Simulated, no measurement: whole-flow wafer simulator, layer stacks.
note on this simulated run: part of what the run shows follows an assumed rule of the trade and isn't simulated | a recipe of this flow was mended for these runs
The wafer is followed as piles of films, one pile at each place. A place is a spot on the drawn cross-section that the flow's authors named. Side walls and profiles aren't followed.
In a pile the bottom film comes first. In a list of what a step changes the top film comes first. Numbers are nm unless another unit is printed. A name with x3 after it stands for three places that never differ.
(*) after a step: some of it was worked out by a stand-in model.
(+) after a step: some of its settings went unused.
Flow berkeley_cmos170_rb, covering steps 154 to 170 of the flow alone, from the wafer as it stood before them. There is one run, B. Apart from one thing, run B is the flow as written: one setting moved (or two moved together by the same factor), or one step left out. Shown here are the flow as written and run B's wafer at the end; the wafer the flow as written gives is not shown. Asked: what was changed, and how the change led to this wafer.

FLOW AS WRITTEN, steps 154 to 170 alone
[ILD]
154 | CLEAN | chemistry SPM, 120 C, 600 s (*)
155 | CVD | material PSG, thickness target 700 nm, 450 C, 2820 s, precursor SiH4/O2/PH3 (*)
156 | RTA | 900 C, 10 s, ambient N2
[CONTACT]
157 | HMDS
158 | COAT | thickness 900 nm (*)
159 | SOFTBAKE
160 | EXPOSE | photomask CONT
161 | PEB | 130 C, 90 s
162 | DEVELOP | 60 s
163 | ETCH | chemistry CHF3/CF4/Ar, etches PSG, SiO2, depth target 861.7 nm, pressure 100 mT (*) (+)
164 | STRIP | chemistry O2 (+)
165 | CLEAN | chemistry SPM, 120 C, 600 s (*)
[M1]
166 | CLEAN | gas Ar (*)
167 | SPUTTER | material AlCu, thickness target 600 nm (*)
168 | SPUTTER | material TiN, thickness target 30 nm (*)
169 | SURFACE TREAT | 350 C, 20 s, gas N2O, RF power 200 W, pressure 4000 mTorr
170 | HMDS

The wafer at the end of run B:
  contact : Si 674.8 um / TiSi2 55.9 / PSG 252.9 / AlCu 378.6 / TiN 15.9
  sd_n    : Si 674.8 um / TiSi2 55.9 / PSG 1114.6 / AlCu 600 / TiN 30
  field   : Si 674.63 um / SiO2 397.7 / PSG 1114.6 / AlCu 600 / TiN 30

The reason: step 155, CVD: thickness target 1120 nm was run, while the flow as written has thickness target 700 nm; step 155, CVD: 4512 s was run, where the flow has 2820 s.

The path from the change to this, step by step:
  155 | CVD | material PSG, thickness target 700 nm, 450 C, 2820 s, precursor SiH4/O2/PH3 (*)
      field, sd_n, spacer_n, gate, spacer_p, gate_p, contact, m1: PSG gains 1120 (new film) (it would be, as written: PSG gains 700 (new film))
      sd_p: PSG gains 1120 (new film) (it would be, as written: PSG gains 664.1 (new film))
  158 | COAT | thickness 900 nm (*)
      sd_p: KrF-resist gains 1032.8 (new film) (it would be, as written: KrF-resist gains 1055.8 (new film))
  163 | ETCH | chemistry CHF3/CF4/Ar, etches PSG, SiO2, depth target 861.7 nm, pressure 100 mT (*) (+)
      contact: PSG loses 861.7 (it would be, as written: PSG loses 700 (all of it), TiSi2 loses 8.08)
  164 | STRIP | chemistry O2 (+)
      sd_p: KrF-resist loses 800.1 (all of it) (it would be, as written: KrF-resist loses 823 (all of it))
  166 | CLEAN | gas Ar (*)
      contact: PSG loses 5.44 (it would be, as written: TiSi2 loses 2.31)
  167 | SPUTTER | material AlCu, thickness target 600 nm (*)
      sd_p: AlCu gains 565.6 (new film) (it would be, as written: AlCu gains 549.6 (new film))
      contact: AlCu gains 378.6 (new film) (it would be, as written: AlCu gains 415.5 (new film))
  168 | SPUTTER | material TiN, thickness target 30 nm (*)
      sd_p: TiN gains 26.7 (new film) (it would be, as written: TiN gains 25.8 (new film))
